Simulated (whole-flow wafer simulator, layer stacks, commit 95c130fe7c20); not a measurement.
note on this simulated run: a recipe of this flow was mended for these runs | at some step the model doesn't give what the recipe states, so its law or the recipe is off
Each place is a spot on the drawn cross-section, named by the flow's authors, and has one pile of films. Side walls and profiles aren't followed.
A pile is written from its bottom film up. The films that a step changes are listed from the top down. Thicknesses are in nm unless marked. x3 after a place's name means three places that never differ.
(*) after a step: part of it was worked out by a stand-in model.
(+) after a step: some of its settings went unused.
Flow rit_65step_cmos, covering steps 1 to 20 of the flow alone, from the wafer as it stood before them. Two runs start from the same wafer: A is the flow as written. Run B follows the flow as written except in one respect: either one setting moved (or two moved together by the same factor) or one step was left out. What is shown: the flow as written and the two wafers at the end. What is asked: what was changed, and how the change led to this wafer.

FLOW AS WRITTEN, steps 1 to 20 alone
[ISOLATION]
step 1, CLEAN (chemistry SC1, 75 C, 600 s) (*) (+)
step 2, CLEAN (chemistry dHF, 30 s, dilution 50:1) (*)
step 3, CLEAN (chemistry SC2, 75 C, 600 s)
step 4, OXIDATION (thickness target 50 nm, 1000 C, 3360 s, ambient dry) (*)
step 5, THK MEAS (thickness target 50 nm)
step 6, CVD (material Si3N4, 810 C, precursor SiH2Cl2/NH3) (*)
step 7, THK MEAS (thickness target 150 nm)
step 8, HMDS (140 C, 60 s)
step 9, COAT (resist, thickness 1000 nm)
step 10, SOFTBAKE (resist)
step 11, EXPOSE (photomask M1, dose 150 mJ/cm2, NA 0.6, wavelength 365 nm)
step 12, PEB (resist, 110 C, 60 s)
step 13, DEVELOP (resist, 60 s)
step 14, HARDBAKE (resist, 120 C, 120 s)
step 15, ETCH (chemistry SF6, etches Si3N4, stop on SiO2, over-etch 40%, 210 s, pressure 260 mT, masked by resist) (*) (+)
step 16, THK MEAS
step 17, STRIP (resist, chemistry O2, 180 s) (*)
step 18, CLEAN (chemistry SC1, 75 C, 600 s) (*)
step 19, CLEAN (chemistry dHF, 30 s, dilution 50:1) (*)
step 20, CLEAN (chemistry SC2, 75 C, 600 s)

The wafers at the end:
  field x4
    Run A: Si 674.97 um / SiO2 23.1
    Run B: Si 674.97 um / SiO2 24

The reason: step 18, CLEAN: 360 s was run, though the flow has 600 s.

How this came from the change, step by step:
  step 18, CLEAN (chemistry SC1, 75 C, 600 s) (*)
      field x4: A SiO2 loses 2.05 | B SiO2 loses 1.23
